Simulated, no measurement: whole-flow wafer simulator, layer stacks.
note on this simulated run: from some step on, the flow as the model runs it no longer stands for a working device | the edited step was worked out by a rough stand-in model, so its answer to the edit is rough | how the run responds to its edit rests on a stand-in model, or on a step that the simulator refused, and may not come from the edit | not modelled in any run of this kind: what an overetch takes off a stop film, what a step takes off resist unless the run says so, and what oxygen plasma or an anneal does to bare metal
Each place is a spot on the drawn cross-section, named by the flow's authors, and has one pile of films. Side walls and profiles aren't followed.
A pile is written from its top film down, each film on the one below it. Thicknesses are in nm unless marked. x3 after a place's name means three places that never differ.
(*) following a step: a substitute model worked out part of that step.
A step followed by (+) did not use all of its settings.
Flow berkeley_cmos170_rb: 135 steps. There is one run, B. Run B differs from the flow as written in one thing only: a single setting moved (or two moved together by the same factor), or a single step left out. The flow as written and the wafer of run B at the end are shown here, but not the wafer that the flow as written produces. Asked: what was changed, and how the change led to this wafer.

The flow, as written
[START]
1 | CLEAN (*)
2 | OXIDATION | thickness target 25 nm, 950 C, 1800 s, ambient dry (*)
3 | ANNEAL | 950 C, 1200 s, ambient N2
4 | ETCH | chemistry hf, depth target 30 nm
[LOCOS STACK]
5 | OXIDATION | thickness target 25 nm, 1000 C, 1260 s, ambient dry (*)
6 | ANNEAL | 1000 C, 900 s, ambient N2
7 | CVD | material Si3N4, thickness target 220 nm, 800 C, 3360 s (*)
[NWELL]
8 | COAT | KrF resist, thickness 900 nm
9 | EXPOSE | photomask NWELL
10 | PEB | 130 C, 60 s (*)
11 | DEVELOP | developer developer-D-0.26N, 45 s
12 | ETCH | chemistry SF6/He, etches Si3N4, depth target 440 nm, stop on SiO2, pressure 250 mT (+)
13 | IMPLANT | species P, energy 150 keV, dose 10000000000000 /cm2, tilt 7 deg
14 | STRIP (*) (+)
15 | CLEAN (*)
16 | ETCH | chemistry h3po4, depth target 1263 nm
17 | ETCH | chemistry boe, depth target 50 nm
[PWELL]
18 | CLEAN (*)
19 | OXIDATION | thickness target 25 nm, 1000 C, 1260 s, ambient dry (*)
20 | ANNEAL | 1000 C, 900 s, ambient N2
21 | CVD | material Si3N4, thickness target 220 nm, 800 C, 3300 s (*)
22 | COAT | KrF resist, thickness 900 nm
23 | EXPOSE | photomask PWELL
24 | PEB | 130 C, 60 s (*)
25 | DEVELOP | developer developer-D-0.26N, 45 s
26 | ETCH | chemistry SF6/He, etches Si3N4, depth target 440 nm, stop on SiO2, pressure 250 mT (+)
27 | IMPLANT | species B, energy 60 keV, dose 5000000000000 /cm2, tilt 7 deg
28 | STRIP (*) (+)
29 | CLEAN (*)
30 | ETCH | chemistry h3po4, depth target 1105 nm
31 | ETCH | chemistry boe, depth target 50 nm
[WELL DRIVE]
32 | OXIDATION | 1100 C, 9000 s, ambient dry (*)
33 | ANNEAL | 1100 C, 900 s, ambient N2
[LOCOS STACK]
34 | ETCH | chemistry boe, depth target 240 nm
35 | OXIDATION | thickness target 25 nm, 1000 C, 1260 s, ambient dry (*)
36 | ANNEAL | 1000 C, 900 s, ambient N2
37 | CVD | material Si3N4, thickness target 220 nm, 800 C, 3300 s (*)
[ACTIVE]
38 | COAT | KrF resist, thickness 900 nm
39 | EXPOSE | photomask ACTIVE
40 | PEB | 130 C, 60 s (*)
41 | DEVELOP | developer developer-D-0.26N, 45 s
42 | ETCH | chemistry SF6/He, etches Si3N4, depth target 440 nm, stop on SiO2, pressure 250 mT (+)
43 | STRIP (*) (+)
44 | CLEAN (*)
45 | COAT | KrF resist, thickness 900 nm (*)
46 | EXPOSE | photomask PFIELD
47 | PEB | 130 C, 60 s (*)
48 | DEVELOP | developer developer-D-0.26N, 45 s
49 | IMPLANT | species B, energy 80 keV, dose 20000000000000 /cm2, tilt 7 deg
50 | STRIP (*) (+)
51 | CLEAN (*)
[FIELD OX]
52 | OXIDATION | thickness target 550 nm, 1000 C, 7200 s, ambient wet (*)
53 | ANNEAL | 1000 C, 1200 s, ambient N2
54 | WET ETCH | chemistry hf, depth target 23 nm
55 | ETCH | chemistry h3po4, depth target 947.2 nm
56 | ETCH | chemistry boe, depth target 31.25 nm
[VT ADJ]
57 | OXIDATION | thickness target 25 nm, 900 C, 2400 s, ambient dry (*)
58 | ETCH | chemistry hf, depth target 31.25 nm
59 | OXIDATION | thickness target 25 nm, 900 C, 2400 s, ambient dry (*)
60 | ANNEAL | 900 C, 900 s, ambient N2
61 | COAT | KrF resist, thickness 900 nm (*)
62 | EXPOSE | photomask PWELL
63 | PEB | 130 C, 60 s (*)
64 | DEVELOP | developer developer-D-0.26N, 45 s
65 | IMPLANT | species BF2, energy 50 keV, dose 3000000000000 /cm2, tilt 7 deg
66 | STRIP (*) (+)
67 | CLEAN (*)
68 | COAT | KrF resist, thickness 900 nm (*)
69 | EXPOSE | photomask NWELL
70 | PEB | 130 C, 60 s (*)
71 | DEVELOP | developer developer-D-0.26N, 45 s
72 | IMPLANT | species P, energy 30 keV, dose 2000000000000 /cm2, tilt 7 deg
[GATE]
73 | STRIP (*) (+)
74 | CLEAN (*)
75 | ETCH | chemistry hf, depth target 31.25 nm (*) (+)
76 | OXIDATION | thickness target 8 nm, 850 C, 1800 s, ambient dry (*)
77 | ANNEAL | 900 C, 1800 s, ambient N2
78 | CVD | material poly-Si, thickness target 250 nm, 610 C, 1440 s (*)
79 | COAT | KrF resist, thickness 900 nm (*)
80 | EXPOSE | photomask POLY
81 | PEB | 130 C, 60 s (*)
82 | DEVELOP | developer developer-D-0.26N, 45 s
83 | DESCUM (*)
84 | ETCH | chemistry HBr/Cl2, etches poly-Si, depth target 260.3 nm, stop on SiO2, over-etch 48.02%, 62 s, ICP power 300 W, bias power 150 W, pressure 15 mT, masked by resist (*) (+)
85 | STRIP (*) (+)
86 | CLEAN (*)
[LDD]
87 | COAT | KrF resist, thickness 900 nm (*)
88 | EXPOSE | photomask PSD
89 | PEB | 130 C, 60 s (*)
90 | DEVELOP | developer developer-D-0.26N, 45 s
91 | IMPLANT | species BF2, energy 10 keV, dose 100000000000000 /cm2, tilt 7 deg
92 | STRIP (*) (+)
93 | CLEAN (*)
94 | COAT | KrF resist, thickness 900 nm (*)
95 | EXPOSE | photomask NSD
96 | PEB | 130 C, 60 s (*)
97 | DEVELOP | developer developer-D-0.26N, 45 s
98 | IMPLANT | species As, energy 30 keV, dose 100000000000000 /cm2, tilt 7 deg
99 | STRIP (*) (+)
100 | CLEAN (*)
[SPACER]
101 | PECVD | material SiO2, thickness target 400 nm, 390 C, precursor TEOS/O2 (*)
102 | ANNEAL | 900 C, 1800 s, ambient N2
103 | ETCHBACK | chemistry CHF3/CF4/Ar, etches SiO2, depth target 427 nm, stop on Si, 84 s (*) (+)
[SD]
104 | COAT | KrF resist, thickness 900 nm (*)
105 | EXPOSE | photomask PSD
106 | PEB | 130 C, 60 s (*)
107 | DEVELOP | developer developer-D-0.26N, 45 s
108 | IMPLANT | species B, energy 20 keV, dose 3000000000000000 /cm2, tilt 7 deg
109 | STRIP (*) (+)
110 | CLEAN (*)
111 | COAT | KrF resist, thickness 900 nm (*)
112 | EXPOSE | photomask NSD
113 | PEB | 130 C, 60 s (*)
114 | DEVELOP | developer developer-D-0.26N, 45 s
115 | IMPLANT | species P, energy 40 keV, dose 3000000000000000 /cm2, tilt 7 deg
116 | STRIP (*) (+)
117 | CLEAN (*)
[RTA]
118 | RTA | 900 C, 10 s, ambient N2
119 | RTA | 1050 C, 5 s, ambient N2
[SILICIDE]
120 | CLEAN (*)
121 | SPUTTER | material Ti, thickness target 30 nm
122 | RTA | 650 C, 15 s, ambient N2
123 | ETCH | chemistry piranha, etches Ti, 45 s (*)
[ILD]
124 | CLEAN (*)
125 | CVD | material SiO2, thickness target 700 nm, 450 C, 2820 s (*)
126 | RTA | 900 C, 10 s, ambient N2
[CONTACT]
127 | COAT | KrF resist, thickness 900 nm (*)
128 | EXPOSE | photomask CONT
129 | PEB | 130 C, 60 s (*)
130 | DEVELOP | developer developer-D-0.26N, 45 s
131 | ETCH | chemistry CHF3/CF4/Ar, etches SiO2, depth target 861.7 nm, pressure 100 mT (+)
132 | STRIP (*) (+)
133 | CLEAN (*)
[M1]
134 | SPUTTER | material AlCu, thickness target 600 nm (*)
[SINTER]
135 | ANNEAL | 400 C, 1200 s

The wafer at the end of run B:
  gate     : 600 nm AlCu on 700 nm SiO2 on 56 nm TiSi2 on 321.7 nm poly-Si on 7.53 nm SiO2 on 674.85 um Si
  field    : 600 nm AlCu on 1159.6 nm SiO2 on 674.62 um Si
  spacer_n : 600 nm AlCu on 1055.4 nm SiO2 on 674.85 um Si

The reason: step 78, CVD: thickness target 375 nm was run, whereas the flow has thickness target 250 nm.

Step by step, how the change led to this:
  78 | CVD | material poly-Si, thickness target 250 nm, 610 C, 1440 s (*)
      field, sd_n, spacer_n and 6 more: +375 poly-Si (new film) (it would be, as written: +250 poly-Si (new film))
  84 | ETCH | chemistry HBr/Cl2, etches poly-Si, depth target 260.3 nm, stop on SiO2, over-etch 48.02%, 62 s, ICP power 300 W, bias power 150 W, pressure 15 mT, masked by resist (*) (+)
      field, sd_n, spacer_n, sd_p, spacer_p, contact, m1: -375 poly-Si (all of it), -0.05 SiO2 (it would be, as written: -250 poly-Si (all of it), -1.42 SiO2)
  87 | COAT | KrF resist, thickness 900 nm (*)
      field: +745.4 KrF resist (new film) (it would be, as written: +730.1 KrF resist (new film))
      spacer_n: +985.3 KrF resist (new film) (it would be, as written: +956.1 KrF resist (new film))
      (and at 4 other places as well)
  90 | DEVELOP | developer developer-D-0.26N, 45 s
      sd_p: -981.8 KrF resist (all of it) (it would be, as written: -958.2 KrF resist (all of it))
      spacer_p: -986.7 KrF resist (all of it) (it would be, as written: -956.5 KrF resist (all of it))
      (and at 1 other place as well)
  92 | STRIP (*) (+)
      field: -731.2 KrF resist (all of it) (it would be, as written: -715.9 KrF resist (all of it))
      spacer_n: -971.1 KrF resist (all of it) (it would be, as written: -941.9 KrF resist (all of it))
      (and at 1 other place as well)
  94 | COAT | KrF resist, thickness 900 nm (*)
      field: +745.4 KrF resist (new film) (it would be, as written: +730.1 KrF resist (new film))
      spacer_n: +985.3 KrF resist (new film) (it would be, as written: +956.1 KrF resist (new film))
      (and at 4 other places as well)
  97 | DEVELOP | developer developer-D-0.26N, 45 s
      spacer_n: -985.3 KrF resist (all of it) (it would be, as written: -956.1 KrF resist (all of it))
      gate: -613.1 KrF resist (all of it) (it would be, as written: -706 KrF resist (all of it))
  99 | STRIP (*) (+)
      field: -731.2 KrF resist (all of it) (it would be, as written: -715.9 KrF resist (all of it))
      sd_p: -967.6 KrF resist (all of it) (it would be, as written: -944 KrF resist (all of it))
      (and at 2 other places as well)
  103 | ETCHBACK | chemistry CHF3/CF4/Ar, etches SiO2, depth target 427 nm, stop on Si, 84 s (*) (+)
      spacer_n: -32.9 SiO2 (it would be, as written: -157.9 SiO2)
      spacer_p: -32.8 SiO2 (it would be, as written: -157.9 SiO2)
  104 | COAT | KrF resist, thickness 900 nm (*)
      spacer_n: +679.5 KrF resist (new film) (it would be, as written: +766.3 KrF resist (new film))
      gate: +657.5 KrF resist (new film) (it would be, as written: +742.1 KrF resist (new film))
      (and at 3 other places as well)
  107 | DEVELOP | developer developer-D-0.26N, 45 s
      sd_p: -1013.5 KrF resist (all of it) (it would be, as written: -990.7 KrF resist (all of it))
      spacer_p: -680.9 KrF resist (all of it) (it would be, as written: -767.7 KrF resist (all of it))
      (and at 1 other place as well)
  109 | STRIP (*) (+)
      spacer_n: -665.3 KrF resist (all of it) (it would be, as written: -752.1 KrF resist (all of it))
      gate: -643.3 KrF resist (all of it) (it would be, as written: -727.9 KrF resist (all of it))
  111 | COAT | KrF resist, thickness 900 nm (*)
      spacer_n: +679.5 KrF resist (new film) (it would be, as written: +766.3 KrF resist (new film))
      gate: +657.5 KrF resist (new film) (it would be, as written: +742.1 KrF resist (new film))
      (and at 3 other places as well)
  114 | DEVELOP | developer developer-D-0.26N, 45 s
      spacer_n: -679.5 KrF resist (all of it) (it would be, as written: -766.3 KrF resist (all of it))
      gate: -657.5 KrF resist (all of it) (it would be, as written: -742.1 KrF resist (all of it))
  116 | STRIP (*) (+)
      sd_p: -999.3 KrF resist (all of it) (it would be, as written: -976.5 KrF resist (all of it))
      spacer_p: -666.7 KrF resist (all of it) (it would be, as written: -753.5 KrF resist (all of it))
      (and at 1 other place as well)
  127 | COAT | KrF resist, thickness 900 nm (*)
      field: +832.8 KrF resist (new film) (it would be, as written: +804.9 KrF resist (new film))
      spacer_n: +764.3 KrF resist (new film) (it would be, as written: +819.8 KrF resist (new film))
      (and at 4 other places as well)
  132 | STRIP (*) (+)
      field: -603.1 KrF resist (all of it) (it would be, as written: -575.3 KrF resist (all of it))
      sd_n: -799 KrF resist (all of it) (it would be, as written: -780.4 KrF resist (all of it))
      (and at 6 other places as well)
